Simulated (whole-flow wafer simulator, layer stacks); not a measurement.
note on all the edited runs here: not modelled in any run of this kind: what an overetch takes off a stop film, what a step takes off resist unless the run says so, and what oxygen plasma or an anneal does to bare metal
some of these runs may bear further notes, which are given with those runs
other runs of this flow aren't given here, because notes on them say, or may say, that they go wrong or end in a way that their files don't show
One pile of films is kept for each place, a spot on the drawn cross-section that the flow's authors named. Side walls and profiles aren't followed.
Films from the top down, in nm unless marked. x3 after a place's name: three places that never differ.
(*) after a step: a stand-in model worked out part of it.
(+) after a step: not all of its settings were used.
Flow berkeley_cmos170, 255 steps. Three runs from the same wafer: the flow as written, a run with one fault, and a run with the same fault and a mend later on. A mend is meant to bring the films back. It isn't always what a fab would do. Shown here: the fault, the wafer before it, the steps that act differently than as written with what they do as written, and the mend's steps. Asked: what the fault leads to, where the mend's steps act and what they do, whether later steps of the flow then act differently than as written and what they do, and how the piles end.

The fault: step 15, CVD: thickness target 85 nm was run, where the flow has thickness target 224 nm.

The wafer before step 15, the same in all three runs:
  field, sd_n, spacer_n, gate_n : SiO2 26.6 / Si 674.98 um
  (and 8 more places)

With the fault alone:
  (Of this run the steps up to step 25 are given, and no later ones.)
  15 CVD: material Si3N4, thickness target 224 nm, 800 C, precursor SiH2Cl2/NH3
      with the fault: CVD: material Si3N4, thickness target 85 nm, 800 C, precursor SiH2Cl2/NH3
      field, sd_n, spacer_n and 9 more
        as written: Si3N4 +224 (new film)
        with the fault: Si3N4 +85 (new film)
  Later steps of the flow that act differently than as written:
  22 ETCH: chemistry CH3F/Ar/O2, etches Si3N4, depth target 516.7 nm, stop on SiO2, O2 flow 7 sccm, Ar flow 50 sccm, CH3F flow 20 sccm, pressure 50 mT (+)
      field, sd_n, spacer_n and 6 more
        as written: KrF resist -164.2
        with the fault: KrF resist -71.6
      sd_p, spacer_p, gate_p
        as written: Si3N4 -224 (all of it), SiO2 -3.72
        with the fault: Si3N4 -85 (all of it), SiO2 -3.72
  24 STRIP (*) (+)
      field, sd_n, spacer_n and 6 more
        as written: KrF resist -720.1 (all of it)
        with the fault: KrF resist -812.8 (all of it)
  After step 25 the piles differ from the flow's by more than 2% or 0.5 nm, whichever is larger, at field, sd_n, spacer_n and 6 more.
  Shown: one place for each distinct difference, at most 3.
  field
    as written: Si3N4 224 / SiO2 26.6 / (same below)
    with the fault: Si3N4 85 / SiO2 26.6 / (same below)

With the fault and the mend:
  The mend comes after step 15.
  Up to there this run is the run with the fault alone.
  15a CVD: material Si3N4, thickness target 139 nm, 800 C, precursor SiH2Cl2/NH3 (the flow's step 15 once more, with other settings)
      field, sd_n, spacer_n and 9 more
        Si3N4 +139
  No later step of the flow acts differently than as written at any place that is followed.
  At the end the piles are the same as the flow's at every place that both follow.
